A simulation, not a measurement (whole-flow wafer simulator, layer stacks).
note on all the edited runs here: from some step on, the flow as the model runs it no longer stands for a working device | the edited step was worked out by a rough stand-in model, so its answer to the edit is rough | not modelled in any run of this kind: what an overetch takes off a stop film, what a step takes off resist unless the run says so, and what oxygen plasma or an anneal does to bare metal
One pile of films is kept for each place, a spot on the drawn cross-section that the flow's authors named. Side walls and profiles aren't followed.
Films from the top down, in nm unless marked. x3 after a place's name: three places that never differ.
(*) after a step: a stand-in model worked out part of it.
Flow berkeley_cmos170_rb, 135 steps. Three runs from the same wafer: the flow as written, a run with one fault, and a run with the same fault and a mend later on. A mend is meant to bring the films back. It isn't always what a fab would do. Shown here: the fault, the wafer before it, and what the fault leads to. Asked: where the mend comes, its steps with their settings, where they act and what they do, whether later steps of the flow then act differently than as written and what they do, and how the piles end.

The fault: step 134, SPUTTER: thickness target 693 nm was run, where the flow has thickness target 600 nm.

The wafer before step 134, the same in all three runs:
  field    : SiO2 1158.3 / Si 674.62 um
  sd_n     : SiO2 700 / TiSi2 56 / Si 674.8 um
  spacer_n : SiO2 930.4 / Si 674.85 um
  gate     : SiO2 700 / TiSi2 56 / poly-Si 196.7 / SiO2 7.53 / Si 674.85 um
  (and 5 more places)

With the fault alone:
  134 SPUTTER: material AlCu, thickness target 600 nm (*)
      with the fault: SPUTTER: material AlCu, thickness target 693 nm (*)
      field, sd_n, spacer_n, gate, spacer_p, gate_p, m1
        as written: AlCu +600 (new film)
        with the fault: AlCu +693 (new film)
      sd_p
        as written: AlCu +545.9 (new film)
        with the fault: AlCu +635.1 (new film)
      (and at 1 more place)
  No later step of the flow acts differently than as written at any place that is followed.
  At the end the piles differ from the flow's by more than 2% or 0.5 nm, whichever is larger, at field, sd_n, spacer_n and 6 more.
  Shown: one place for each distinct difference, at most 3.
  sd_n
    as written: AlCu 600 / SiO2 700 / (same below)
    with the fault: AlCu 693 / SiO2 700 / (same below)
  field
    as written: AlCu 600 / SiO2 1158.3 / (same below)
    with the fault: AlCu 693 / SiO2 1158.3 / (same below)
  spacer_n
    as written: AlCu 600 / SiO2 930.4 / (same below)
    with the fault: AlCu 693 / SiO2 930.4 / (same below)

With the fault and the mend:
  The mend comes after step 134.
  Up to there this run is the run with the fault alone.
  134a ETCH: chemistry al pan, depth target 797.2 nm
      field, sd_n, spacer_n, gate, spacer_p, gate_p, m1
        AlCu -693 (all of it)
      sd_p
        AlCu -635.1 (all of it)
      contact
        AlCu -476 (all of it)
  134b SPUTTER: material AlCu, thickness target 600 nm (*) (the flow's step 134 once more)
      field, sd_n, spacer_n, gate, spacer_p, gate_p, m1
        AlCu +600 (new film)
      sd_p
        AlCu +545.9 (new film)
      contact
        AlCu +415.1 (new film)
  No later step of the flow acts differently than as written at any place that is followed.
  At the end the piles are the same as the flow's at every place that both follow.
